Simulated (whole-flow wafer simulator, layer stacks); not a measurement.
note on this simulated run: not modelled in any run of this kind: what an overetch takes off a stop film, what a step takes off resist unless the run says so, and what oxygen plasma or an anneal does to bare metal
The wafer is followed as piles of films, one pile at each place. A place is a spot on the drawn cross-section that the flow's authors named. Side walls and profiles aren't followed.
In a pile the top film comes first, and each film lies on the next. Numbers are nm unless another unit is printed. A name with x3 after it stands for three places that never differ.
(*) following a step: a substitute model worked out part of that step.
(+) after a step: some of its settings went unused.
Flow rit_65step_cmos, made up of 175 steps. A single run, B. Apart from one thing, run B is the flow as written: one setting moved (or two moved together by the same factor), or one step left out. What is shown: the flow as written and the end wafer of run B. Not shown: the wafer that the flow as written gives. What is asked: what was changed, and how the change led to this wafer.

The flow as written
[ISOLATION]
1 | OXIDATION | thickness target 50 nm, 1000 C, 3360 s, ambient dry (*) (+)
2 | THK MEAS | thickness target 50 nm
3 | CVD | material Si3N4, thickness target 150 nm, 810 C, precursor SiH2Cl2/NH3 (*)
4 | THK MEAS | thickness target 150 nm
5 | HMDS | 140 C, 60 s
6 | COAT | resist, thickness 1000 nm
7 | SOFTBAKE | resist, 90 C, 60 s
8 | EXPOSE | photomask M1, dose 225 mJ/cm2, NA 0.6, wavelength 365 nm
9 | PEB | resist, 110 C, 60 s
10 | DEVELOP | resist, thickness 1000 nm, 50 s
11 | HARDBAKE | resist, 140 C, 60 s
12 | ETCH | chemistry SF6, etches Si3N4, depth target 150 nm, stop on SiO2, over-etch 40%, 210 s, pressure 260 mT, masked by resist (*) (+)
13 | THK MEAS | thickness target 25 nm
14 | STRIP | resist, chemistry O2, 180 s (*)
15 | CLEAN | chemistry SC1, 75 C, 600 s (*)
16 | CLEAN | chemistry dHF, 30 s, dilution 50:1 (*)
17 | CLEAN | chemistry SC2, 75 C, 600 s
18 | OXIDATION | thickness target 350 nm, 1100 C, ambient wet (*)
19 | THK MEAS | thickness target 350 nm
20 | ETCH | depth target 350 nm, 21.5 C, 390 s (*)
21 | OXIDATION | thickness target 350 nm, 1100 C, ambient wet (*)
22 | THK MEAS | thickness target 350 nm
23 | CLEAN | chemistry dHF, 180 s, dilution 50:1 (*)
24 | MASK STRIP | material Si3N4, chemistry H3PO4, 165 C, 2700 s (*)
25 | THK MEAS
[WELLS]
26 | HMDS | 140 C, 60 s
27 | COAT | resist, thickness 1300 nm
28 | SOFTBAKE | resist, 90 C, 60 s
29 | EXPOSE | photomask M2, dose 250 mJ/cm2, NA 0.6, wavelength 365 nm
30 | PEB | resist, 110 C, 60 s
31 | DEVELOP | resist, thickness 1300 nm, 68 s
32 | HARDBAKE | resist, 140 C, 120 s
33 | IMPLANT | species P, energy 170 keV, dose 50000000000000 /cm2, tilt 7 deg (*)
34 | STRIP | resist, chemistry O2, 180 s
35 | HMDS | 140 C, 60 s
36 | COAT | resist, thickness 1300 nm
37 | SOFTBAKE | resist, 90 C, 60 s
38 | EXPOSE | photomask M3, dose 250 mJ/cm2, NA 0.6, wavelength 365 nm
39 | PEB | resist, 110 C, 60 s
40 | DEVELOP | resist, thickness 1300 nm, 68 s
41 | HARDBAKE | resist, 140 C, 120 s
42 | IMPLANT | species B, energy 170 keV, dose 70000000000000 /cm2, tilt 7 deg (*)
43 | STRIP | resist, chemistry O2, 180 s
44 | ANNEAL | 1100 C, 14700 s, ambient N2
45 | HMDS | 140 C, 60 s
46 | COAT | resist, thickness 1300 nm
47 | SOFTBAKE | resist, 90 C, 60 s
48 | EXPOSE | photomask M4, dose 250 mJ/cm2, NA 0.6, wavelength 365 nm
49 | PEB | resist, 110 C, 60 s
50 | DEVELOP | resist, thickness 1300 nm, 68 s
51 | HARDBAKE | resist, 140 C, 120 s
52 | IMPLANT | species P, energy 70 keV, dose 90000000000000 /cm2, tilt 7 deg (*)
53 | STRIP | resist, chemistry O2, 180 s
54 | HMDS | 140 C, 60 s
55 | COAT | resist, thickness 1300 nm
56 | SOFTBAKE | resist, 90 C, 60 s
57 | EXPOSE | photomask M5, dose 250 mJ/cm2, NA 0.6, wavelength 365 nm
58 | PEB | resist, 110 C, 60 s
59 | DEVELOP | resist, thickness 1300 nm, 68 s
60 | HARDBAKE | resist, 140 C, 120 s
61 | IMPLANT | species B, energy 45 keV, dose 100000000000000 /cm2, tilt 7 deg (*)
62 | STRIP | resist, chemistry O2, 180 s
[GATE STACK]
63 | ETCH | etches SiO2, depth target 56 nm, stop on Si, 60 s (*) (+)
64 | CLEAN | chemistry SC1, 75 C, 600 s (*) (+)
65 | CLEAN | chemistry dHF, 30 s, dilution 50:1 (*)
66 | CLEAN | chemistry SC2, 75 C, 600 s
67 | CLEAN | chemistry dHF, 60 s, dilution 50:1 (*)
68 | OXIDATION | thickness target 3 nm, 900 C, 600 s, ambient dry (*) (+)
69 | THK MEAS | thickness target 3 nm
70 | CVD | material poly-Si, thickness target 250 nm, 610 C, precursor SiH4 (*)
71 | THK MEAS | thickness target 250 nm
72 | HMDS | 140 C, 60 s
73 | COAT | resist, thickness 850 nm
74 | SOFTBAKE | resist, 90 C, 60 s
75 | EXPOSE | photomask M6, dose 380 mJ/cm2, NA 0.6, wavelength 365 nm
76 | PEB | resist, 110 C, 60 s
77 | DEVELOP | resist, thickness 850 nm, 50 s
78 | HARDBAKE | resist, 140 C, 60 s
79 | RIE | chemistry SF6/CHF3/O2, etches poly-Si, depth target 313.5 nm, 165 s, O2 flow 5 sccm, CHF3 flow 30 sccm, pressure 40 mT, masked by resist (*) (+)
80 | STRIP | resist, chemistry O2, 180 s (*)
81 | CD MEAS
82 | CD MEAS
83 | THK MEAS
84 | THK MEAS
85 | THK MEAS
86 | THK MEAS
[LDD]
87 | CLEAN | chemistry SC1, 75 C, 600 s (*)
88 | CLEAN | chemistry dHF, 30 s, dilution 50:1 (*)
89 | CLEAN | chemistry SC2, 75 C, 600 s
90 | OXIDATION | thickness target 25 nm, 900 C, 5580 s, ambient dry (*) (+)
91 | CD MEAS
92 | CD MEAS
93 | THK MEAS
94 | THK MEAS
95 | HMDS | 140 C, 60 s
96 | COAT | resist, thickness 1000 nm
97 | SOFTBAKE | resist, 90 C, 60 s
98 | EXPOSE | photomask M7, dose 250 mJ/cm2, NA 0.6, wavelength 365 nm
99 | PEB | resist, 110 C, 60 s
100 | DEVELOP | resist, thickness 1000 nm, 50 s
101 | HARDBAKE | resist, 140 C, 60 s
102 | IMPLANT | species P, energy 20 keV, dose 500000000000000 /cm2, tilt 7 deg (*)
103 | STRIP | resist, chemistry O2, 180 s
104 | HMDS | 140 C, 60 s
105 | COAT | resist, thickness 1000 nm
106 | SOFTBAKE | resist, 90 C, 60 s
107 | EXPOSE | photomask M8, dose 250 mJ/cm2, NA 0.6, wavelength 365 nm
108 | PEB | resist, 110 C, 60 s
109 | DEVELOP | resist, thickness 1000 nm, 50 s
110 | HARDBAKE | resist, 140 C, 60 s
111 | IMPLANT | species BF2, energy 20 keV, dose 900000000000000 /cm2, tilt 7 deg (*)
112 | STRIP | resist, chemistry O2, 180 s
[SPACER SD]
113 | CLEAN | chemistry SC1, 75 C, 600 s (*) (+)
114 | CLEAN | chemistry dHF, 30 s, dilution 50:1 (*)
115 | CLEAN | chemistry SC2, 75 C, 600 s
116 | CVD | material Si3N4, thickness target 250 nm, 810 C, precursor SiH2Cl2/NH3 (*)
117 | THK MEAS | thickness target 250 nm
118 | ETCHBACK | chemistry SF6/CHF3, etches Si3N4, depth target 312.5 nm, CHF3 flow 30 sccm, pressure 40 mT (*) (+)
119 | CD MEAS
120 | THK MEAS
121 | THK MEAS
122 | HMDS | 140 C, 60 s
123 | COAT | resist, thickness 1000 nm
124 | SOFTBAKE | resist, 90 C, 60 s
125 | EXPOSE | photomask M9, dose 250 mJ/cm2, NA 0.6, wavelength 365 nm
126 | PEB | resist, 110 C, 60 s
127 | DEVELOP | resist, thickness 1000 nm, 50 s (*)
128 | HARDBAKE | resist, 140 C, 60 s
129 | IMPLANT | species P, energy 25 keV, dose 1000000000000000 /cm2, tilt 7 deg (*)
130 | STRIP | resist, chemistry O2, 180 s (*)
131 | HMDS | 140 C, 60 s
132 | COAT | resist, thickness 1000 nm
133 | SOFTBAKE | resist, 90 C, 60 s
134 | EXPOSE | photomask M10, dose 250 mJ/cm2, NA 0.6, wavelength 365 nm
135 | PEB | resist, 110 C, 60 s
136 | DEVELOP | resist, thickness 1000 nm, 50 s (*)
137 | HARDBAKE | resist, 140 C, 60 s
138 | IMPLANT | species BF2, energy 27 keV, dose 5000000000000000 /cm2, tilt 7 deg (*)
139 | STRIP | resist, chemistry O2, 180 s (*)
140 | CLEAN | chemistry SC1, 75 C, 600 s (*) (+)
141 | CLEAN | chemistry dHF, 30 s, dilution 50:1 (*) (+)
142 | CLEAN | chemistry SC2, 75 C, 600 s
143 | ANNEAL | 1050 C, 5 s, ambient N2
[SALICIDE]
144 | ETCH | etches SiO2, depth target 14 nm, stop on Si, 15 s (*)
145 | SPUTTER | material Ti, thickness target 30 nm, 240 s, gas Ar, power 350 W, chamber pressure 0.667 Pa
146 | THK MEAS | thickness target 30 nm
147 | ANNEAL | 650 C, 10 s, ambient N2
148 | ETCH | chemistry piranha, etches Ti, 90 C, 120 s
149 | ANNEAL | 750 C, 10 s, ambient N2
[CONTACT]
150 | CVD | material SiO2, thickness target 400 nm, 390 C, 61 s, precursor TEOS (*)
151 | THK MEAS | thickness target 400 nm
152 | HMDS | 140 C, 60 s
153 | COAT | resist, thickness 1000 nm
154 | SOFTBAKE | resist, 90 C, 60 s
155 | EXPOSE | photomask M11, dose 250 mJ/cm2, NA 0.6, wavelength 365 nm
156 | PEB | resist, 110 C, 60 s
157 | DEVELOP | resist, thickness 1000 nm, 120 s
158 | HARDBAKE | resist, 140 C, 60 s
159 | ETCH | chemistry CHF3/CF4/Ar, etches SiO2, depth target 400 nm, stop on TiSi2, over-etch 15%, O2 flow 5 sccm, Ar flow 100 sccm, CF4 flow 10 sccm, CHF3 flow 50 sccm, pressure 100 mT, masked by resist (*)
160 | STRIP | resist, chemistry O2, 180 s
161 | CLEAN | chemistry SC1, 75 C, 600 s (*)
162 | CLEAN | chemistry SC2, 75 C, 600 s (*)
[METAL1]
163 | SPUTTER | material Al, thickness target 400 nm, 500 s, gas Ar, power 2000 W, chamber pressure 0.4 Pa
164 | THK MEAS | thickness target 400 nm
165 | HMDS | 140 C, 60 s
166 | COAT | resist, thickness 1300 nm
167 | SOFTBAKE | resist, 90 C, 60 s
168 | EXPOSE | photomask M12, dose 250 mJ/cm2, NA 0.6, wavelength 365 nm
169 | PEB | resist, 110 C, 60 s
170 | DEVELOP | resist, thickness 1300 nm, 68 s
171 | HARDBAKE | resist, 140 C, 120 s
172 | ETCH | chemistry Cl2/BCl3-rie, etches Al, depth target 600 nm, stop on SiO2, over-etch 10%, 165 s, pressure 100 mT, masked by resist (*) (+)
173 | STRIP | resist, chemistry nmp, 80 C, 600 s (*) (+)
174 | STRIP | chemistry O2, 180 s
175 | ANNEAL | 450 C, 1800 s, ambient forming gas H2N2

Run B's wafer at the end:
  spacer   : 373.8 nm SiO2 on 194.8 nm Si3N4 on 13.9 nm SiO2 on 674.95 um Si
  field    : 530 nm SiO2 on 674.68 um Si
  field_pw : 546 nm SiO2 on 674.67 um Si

Cause: step 163, SPUTTER: power 2414 W was run, while the flow as written has power 2000 W.

Step by step, how the change led to this:
  163 | SPUTTER | material Al, thickness target 400 nm, 500 s, gas Ar, power 2000 W, chamber pressure 0.4 Pa
      field, field_pw, field_p, spacer, spacer_p: Al gains 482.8 (new film) (as written it would have been: Al gains 400 (new film))
      gate_n, gate_p: Al gains 473 (new film) (as written it would have been: Al gains 396 (new film))
      (as well as at 1 more place)
  172 | ETCH | chemistry Cl2/BCl3-rie, etches Al, depth target 600 nm, stop on SiO2, over-etch 10%, 165 s, pressure 100 mT, masked by resist (*) (+)
      field, field_pw, spacer, spacer_p: Al loses 482.8 (all of it), SiO2 loses 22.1 (as written it would have been: Al loses 400 (all of it), SiO2 loses 32.5)
      gate_n, gate_p: Al loses 473 (all of it), SiO2 loses 23.4 (as written it would have been: Al loses 396 (all of it), SiO2 loses 33)
      (as well as at 2 more places)
